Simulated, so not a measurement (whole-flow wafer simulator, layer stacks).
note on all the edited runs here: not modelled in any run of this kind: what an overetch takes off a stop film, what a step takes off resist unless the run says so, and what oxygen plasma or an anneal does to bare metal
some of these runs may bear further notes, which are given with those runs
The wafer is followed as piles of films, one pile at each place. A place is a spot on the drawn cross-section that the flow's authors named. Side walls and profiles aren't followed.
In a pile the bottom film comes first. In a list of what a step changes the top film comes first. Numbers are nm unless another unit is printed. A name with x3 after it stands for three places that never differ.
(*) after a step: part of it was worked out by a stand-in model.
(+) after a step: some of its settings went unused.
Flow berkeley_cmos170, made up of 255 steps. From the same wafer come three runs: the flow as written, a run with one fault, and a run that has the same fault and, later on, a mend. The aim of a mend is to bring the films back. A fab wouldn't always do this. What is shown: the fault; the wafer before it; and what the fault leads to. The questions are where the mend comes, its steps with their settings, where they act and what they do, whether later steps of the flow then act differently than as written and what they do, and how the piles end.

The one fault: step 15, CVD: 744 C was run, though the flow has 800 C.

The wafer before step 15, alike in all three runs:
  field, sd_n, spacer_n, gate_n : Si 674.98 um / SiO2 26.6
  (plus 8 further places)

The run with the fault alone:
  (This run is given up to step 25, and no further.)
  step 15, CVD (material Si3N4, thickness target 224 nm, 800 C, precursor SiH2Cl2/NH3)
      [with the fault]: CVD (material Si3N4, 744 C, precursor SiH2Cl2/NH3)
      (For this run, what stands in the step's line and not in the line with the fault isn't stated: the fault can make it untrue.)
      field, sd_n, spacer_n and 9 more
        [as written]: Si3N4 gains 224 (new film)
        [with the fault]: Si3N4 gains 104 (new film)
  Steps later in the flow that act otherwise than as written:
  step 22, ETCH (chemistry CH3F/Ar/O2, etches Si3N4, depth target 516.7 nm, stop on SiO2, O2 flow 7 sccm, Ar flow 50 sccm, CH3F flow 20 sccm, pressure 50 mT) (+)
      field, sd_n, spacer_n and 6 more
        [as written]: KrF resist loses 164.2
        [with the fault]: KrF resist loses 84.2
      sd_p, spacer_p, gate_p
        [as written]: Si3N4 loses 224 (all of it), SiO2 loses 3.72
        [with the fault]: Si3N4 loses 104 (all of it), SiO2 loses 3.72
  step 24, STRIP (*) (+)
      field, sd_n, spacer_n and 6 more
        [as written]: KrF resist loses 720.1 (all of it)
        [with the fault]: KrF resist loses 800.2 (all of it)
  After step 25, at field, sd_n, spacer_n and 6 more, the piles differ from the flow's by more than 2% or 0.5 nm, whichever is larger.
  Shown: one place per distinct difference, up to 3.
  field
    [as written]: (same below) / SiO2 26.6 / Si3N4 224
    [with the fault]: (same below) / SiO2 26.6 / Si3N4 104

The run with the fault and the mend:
  After step 15 comes the mend.
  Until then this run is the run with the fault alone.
  step 15a, CVD (material Si3N4, thickness target 120 nm, 800 C, precursor SiH2Cl2/NH3) (the flow's step 15 again, with other settings)
      field, sd_n, spacer_n and 9 more
        Si3N4 gains 120
  None of the later steps of the flow differs from how it acts as written, at any place that is followed, by more than 2% or 0.5 nm, whichever is larger.
  At every place that both follow, the piles at the end match the flow's.
